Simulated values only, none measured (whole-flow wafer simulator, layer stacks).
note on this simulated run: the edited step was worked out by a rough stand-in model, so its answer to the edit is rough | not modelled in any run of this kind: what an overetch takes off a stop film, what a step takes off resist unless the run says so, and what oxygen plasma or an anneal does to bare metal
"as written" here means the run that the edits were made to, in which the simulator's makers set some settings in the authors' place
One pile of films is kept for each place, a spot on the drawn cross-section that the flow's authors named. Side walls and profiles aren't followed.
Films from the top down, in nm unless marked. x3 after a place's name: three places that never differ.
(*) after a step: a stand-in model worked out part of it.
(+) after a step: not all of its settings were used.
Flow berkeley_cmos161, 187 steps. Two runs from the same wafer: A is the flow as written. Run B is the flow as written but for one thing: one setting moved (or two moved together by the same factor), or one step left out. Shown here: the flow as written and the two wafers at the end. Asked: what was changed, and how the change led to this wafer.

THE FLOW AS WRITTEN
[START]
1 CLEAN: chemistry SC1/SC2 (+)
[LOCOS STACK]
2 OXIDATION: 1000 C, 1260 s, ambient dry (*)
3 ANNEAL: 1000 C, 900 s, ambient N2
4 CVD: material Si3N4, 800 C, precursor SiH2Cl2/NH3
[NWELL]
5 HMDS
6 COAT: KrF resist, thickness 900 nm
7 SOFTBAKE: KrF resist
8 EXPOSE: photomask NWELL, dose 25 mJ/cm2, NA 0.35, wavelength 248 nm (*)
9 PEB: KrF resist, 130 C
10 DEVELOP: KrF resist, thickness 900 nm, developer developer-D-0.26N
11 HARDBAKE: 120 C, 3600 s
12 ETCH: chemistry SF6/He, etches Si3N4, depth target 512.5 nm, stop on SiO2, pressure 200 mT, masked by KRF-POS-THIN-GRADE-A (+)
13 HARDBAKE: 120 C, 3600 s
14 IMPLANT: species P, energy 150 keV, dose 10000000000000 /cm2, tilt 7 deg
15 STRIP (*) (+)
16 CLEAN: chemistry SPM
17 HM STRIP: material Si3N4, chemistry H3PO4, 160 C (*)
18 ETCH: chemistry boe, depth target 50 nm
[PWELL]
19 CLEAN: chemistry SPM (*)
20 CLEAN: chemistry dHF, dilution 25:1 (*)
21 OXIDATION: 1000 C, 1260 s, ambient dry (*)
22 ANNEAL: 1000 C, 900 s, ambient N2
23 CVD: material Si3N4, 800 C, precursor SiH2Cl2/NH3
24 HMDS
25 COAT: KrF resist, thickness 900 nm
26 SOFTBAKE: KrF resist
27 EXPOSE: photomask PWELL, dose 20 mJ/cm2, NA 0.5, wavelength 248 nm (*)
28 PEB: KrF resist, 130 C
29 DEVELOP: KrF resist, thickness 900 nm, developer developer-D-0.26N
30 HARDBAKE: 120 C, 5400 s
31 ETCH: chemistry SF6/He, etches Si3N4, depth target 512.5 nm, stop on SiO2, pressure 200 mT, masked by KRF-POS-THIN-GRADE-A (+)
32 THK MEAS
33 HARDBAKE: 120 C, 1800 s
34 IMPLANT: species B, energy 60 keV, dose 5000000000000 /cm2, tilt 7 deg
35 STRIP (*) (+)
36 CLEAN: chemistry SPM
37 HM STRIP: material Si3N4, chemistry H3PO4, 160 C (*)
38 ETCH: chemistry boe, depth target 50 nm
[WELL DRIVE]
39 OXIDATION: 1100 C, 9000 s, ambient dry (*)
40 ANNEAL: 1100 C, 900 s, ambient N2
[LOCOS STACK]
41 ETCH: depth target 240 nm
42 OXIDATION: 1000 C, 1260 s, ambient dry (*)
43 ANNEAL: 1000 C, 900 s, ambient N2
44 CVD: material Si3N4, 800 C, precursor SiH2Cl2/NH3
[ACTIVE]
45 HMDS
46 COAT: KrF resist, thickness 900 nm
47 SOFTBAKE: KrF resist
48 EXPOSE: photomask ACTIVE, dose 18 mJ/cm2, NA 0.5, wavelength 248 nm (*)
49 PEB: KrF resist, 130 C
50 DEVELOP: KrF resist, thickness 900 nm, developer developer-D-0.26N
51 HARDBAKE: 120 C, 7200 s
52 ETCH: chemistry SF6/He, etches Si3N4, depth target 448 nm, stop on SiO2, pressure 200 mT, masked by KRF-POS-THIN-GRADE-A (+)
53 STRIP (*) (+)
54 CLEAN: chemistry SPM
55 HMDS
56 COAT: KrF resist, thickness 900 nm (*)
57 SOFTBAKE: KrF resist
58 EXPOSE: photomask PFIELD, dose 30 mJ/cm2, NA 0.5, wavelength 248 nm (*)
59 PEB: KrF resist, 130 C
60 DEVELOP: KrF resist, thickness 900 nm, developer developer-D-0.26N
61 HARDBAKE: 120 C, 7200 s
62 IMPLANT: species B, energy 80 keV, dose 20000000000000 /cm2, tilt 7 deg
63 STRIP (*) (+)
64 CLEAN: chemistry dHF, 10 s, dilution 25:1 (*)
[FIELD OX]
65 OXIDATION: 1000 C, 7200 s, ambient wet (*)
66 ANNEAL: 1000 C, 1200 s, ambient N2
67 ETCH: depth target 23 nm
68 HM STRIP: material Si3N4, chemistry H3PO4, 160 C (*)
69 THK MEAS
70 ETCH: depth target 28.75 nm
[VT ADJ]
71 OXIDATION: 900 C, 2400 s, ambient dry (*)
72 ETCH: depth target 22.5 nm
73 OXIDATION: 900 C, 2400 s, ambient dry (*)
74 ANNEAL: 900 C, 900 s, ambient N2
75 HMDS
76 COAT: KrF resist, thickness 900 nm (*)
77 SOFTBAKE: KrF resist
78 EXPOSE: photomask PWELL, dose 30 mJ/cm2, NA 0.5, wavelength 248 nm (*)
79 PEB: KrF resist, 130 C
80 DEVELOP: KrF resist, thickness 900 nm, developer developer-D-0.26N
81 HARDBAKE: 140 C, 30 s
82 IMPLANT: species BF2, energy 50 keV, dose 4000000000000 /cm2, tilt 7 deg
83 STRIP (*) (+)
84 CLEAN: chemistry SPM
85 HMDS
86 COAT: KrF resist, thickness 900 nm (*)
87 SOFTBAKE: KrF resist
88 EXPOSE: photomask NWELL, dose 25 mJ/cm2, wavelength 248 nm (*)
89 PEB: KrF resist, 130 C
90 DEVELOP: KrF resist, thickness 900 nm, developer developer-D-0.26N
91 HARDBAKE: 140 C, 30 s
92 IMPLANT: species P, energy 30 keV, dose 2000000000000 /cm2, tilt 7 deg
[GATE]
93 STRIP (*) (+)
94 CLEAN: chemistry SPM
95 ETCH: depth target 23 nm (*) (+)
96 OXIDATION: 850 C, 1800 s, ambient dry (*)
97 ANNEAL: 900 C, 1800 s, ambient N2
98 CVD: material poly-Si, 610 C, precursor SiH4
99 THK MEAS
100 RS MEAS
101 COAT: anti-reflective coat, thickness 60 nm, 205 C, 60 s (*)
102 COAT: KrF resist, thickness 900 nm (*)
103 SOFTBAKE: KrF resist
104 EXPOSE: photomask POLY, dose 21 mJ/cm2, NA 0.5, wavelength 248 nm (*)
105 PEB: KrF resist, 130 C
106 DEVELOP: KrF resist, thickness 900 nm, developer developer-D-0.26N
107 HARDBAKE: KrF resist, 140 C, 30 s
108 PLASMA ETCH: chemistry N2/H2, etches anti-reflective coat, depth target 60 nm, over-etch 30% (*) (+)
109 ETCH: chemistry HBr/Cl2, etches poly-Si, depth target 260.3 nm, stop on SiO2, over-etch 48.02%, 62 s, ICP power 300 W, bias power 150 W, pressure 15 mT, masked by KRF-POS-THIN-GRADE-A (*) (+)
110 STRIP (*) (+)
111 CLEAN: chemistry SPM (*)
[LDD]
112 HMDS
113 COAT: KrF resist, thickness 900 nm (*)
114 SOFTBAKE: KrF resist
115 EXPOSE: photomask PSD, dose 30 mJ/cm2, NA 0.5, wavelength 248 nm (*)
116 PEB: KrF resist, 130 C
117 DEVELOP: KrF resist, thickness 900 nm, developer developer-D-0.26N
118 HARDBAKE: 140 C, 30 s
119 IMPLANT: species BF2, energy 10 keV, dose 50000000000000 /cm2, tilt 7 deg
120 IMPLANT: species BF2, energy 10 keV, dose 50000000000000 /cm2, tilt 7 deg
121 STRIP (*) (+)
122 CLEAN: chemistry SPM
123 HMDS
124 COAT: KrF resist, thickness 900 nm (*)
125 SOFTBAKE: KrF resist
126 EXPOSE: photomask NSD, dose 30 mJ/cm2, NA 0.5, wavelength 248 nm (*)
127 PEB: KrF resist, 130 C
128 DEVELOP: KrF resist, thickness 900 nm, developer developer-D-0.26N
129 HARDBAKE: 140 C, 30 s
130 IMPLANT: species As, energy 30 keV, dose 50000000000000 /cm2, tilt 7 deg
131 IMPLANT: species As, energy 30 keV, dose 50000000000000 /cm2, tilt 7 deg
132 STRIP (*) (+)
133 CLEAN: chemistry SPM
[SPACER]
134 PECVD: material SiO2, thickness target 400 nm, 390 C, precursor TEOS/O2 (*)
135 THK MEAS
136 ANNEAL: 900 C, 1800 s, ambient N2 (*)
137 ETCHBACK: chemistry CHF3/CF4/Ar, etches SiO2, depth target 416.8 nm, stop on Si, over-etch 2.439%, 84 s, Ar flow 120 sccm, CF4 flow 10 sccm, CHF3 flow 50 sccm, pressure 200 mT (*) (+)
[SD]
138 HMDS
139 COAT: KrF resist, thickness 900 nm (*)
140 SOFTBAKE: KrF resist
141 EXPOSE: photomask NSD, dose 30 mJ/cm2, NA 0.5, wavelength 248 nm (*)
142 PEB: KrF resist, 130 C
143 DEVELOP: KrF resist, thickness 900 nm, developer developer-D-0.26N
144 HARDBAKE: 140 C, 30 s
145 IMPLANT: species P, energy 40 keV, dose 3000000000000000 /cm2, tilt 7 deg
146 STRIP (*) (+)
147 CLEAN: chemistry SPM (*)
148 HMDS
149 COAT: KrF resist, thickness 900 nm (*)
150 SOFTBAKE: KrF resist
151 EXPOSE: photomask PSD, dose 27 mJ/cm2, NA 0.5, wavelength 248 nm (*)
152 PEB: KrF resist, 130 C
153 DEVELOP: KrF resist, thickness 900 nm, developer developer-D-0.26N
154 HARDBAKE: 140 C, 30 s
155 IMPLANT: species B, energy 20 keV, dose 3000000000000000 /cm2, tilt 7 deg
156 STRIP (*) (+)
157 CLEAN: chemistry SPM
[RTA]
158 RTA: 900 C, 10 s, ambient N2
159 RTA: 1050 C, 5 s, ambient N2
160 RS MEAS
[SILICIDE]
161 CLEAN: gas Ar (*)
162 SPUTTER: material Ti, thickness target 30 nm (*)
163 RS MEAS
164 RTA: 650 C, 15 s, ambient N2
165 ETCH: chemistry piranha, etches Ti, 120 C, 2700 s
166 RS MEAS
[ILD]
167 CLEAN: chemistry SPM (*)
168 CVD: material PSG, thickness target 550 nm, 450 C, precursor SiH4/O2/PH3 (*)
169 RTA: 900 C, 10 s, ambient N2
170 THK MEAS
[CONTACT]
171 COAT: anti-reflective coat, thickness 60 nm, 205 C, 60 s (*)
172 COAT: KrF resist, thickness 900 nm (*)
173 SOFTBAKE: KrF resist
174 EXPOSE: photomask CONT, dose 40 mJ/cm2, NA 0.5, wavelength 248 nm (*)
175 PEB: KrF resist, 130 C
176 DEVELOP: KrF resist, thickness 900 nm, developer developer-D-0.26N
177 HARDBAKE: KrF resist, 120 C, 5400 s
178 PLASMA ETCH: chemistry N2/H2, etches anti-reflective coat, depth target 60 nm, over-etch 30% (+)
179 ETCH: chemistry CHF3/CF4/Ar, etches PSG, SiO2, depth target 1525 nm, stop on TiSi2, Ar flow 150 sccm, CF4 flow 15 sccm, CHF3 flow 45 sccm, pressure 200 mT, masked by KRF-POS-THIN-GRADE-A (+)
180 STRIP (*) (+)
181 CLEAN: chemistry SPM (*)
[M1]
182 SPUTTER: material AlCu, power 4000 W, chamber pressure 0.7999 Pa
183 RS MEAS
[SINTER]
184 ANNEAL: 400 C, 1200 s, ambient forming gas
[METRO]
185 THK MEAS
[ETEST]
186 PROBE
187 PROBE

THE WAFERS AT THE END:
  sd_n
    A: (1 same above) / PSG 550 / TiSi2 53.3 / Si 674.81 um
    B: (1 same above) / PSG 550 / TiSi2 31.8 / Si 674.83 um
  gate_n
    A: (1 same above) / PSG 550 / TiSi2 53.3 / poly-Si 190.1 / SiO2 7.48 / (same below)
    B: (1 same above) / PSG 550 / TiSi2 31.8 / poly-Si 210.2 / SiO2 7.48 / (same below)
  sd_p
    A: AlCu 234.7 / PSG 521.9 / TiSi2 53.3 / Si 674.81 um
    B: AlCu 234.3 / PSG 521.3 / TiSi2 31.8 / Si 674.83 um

The cause: step 162, SPUTTER: thickness target 18 nm was run, where the flow has thickness target 30 nm.

How the change led to this, step by step:
  162 SPUTTER: material Ti, thickness target 30 nm (*)
      field, sd_n, spacer_n and 6 more: A Ti +30 (new film) | B Ti +18 (new film)
  164 RTA: 650 C, 15 s, ambient N2
      sd_n, sd_p, contact, m1: A Ti -23.4, TiSi first +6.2 (new film), TiSi2 C49 +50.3 (new film), Si -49 | B Ti -14, TiSi2 C49 +35.7 (new film), Si -31.9
      gate_n, gate_p: A Ti -23.4, TiSi first +6.2 (new film), TiSi2 C49 +50.3 (new film), poly-Si -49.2 | B Ti -14, TiSi2 C49 +35.7 (new film), poly-Si -32
  165 ETCH: chemistry piranha, etches Ti, 120 C, 2700 s
      sd_n, gate_n, sd_p, gate_p, contact, m1: A Ti -6.6 (all of it), TiSi first -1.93 | B Ti -3.96 (all of it), TiSi2 C49 -1.93
      field, spacer_n, spacer_p: A Ti -30 (all of it) | B Ti -18 (all of it)
  169 RTA: 900 C, 10 s, ambient N2
      sd_n, sd_p, contact, m1: A under 1 film: TiSi2 +53.3 (new film), TiSi first -4.27 (all of it), TiSi2 C49 -50.3 (all of it), Si -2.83 | B under 1 film: TiSi2 +31.8 (new film), TiSi2 C49 -33.8 (all of it)
      gate_n, gate_p: A under 1 film: TiSi2 +53.3 (new film), TiSi first -4.27 (all of it), TiSi2 C49 -50.3 (all of it), poly-Si -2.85 | B under 1 film: TiSi2 +31.8 (new film), TiSi2 C49 -33.8 (all of it)
